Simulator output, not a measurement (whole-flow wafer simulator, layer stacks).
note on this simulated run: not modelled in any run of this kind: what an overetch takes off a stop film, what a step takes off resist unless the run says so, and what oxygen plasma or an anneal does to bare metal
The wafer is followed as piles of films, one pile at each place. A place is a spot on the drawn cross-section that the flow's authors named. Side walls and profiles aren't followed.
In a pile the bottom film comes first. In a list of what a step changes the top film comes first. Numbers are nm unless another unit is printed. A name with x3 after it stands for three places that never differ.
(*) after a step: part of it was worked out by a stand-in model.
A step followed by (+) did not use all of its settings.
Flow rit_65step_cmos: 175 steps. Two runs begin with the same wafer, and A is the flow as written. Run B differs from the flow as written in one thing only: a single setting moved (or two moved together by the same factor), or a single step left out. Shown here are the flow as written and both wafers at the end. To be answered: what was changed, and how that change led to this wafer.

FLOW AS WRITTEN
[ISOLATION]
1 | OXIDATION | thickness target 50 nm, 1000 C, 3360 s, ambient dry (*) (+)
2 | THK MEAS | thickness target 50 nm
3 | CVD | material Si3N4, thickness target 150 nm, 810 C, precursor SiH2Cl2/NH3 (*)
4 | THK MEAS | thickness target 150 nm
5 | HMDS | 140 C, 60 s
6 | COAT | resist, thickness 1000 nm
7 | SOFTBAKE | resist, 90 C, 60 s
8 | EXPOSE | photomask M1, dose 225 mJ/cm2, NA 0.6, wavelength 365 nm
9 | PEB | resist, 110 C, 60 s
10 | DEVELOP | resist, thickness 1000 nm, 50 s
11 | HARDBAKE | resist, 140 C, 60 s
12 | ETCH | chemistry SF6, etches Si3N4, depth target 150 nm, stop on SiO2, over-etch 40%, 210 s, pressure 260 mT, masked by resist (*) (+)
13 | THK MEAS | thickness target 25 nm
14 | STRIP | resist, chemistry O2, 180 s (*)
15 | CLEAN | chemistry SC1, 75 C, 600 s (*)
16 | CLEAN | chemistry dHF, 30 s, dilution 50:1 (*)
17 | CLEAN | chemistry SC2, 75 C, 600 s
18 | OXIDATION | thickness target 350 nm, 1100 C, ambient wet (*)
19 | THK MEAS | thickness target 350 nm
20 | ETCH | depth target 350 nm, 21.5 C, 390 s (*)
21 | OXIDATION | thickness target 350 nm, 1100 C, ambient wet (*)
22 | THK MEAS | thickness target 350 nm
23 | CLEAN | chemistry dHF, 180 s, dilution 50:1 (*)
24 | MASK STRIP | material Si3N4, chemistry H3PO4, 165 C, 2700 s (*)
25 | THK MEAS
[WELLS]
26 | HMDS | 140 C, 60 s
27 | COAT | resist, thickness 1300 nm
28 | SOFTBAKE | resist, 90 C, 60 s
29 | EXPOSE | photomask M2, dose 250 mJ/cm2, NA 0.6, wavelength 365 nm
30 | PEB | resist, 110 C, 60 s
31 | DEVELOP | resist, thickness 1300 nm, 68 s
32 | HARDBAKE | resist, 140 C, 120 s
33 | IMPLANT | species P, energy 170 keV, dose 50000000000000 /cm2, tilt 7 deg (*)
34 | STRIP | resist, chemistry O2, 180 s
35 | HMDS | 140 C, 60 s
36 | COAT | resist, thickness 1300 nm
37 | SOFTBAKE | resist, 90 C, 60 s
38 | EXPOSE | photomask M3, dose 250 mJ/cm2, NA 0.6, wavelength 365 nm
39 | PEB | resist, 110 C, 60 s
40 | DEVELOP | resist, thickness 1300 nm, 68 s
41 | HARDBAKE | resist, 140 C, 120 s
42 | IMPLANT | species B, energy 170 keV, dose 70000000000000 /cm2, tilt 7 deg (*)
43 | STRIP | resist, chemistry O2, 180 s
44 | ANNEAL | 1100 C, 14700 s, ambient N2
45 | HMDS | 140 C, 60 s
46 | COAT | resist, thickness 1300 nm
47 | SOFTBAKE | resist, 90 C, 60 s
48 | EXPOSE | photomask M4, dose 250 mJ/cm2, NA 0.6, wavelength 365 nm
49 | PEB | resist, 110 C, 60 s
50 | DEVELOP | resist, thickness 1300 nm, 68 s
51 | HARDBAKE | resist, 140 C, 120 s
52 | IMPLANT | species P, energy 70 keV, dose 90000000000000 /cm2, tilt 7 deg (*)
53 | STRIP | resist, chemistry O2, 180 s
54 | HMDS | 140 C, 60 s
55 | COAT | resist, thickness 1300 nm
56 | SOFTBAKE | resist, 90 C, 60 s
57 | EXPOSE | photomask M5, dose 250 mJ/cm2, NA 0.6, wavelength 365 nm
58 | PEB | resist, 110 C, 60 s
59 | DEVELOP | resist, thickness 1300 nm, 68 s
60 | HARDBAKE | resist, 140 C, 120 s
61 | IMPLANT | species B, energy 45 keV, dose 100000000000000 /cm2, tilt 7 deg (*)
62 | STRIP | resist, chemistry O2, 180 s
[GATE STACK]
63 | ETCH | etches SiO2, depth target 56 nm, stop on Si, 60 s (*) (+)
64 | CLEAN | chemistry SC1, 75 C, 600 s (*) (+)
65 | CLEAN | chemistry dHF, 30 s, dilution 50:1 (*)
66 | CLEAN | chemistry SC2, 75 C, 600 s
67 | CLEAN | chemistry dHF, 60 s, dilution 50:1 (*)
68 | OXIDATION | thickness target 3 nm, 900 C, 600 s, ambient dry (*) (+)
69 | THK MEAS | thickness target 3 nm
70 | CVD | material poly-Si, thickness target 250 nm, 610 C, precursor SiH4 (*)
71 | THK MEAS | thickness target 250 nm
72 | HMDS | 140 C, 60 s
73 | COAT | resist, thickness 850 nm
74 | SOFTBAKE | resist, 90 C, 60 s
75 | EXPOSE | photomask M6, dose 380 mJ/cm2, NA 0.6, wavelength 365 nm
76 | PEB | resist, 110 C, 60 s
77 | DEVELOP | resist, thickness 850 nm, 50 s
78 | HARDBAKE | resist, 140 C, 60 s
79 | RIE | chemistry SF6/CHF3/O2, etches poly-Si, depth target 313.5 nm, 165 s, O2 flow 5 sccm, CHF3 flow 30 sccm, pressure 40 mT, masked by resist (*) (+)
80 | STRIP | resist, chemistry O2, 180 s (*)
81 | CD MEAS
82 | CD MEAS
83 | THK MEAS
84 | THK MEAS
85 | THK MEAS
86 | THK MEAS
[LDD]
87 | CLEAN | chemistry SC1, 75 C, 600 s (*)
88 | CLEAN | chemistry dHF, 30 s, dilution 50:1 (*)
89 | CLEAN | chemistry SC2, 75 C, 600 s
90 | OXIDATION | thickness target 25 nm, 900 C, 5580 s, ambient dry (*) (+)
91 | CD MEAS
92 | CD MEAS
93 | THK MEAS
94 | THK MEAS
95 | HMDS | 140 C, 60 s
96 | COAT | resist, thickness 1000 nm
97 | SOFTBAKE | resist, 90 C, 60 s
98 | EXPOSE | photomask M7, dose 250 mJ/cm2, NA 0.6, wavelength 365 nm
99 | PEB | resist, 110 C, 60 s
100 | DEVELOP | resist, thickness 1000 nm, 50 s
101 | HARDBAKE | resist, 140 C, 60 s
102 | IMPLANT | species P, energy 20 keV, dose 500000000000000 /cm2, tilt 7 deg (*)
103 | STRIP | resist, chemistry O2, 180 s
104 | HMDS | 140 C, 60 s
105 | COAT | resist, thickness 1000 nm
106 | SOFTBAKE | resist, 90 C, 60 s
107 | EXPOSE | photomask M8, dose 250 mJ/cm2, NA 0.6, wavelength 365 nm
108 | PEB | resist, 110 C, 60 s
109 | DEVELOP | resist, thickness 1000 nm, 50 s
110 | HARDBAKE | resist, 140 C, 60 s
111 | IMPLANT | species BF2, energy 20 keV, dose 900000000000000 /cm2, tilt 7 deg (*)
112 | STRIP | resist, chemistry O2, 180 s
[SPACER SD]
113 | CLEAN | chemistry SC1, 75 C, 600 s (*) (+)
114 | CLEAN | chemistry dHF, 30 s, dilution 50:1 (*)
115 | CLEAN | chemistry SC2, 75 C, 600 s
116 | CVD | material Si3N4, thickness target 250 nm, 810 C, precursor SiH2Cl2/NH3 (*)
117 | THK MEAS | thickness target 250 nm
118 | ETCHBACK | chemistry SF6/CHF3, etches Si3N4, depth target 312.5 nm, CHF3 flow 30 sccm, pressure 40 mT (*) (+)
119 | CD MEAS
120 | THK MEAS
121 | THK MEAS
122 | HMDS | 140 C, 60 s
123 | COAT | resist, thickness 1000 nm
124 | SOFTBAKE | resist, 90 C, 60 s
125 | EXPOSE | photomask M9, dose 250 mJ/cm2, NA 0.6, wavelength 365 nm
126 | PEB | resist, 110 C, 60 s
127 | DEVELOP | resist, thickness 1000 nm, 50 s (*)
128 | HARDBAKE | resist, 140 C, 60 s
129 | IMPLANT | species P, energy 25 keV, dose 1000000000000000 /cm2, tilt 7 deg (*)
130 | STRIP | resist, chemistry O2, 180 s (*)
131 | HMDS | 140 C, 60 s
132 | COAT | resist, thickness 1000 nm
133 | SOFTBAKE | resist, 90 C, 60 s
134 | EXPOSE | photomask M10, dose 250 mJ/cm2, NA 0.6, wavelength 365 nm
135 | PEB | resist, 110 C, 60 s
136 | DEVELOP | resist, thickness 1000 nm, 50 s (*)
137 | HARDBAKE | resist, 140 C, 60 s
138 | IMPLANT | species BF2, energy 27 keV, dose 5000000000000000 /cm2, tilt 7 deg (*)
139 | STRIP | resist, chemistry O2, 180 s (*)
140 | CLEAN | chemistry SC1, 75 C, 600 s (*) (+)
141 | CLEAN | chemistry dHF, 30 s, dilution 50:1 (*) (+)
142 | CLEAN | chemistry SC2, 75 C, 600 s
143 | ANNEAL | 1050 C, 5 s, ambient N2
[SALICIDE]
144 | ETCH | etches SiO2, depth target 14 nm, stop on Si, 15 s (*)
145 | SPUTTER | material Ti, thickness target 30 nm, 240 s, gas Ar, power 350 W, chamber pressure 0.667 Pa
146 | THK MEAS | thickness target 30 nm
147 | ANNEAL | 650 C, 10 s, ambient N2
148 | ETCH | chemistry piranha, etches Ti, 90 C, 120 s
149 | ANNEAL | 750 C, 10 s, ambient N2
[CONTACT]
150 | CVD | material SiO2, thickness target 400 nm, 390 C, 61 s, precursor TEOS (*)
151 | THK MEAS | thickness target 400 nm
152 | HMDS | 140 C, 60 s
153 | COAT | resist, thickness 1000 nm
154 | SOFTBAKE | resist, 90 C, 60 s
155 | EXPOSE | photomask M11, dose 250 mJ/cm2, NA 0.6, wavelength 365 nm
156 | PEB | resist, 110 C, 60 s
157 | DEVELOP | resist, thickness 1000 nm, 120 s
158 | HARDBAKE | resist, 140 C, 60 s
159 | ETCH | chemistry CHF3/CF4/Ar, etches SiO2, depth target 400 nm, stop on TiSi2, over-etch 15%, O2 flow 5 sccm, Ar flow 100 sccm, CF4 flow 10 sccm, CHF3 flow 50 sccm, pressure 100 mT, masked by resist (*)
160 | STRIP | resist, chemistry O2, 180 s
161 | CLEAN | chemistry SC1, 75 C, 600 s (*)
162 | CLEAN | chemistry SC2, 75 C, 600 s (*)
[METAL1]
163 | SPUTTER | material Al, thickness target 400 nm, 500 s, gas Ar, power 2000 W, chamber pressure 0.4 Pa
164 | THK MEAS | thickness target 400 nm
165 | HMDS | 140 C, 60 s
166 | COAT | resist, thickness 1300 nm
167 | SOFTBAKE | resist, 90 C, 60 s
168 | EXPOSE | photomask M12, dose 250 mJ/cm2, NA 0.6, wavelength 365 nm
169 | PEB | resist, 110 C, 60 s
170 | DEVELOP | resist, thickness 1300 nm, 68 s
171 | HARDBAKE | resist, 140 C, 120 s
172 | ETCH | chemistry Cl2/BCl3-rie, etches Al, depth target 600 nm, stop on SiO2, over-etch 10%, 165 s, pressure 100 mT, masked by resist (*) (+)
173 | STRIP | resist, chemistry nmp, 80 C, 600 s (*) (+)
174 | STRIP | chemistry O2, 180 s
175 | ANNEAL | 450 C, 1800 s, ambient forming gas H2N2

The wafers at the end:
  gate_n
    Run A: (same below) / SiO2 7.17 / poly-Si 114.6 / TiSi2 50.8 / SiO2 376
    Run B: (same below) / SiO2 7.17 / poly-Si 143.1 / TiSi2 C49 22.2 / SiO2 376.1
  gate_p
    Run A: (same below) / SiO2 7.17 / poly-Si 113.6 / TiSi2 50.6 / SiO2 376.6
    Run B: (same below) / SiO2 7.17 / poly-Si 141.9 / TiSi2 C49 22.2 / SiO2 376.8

Cause: step 147, ANNEAL: 585 C was run, though the flow has 650 C.

Step by step, how the change led to this:
  147 | ANNEAL | 650 C, 10 s, ambient N2
      gate_n: A -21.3 Ti, +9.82 TiSi first (new film), +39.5 TiSi2 C49 (new film), -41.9 poly-Si | B -8.77 Ti, +15.3 TiSi first (new film), -10.4 poly-Si
      gate_p: A -21.2 Ti, +9.56 TiSi first (new film), +39.6 TiSi2 C49 (new film), -41.9 poly-Si | B -8.77 Ti, +15.3 TiSi first (new film), -10.4 poly-Si
  148 | ETCH | chemistry piranha, etches Ti, 90 C, 120 s
      gate_n: A -6 Ti (all of it), -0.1 TiSi first | B -18.5 Ti (all of it), -0.09 TiSi first
      gate_p: A -5.97 Ti (all of it), -0.1 TiSi first | B -18.4 Ti (all of it), -0.09 TiSi first
  149 | ANNEAL | 750 C, 10 s, ambient N2
      gate_n: A +50.8 TiSi2 (new film), -9.72 TiSi first (all of it), -39.5 TiSi2 C49 (all of it), -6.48 poly-Si | B +22.2 TiSi2 C49 (new film), -15.2 TiSi first (all of it), -9.54 poly-Si
      gate_p: A +50.6 TiSi2 (new film), -9.46 TiSi first (all of it), -39.6 TiSi2 C49 (all of it), -6.31 poly-Si | B +22.2 TiSi2 C49 (new film), -15.2 TiSi first (all of it), -9.54 poly-Si
